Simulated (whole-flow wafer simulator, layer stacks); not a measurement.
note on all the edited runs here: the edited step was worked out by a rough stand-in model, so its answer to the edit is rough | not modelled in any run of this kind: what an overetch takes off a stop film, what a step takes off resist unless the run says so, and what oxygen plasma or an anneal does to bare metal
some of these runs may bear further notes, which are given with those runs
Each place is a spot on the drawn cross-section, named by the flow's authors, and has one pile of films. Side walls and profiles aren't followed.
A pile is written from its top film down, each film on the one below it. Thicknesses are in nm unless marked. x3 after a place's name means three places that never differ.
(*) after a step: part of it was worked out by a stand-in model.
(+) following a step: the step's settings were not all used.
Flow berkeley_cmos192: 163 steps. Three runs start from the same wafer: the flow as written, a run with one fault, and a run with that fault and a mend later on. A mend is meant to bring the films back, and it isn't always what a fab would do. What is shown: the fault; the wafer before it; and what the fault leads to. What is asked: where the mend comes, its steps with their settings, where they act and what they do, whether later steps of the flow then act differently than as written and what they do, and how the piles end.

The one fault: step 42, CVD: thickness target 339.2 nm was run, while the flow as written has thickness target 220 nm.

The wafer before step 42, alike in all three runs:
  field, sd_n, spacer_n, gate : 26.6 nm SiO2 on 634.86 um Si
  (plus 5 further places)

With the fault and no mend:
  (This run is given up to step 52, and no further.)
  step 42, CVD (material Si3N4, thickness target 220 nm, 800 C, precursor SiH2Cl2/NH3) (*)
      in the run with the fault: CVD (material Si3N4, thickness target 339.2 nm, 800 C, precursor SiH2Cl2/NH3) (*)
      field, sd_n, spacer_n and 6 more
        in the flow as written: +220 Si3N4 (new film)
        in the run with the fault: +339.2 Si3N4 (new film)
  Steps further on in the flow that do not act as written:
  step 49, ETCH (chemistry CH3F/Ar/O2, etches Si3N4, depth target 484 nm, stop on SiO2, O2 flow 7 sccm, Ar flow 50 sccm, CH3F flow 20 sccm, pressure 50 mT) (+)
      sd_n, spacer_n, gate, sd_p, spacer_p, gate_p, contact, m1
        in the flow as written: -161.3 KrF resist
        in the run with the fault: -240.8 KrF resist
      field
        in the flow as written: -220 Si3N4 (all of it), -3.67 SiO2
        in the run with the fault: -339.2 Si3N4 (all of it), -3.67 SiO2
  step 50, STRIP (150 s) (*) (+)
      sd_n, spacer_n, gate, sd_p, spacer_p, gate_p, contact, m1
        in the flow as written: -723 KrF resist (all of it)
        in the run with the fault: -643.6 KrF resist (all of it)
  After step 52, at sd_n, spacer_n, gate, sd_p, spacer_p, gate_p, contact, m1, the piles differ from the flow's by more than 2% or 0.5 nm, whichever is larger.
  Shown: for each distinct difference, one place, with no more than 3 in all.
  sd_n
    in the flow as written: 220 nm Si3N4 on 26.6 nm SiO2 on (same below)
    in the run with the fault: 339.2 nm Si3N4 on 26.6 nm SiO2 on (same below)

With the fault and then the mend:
  The mend stands after step 42.
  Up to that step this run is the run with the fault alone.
  step 42a, ETCH (chemistry h3po4, depth target 390.1 nm)
      field, sd_n, spacer_n and 6 more
        -339.2 Si3N4 (all of it)
  step 42b, CLEAN (chemistry SPM) (the flow's step 34 again)
      alters no film at any place that is followed
  step 42c, CVD (material Si3N4, thickness target 220 nm, 800 C, precursor SiH2Cl2/NH3) (*) (the flow's step 42 again)
      field, sd_n, spacer_n and 6 more
        +220 Si3N4 (new film)
  Every later step of the flow that is run acts as written at every place that is followed.
  By the end, the piles equal the flow's at every place that both follow.
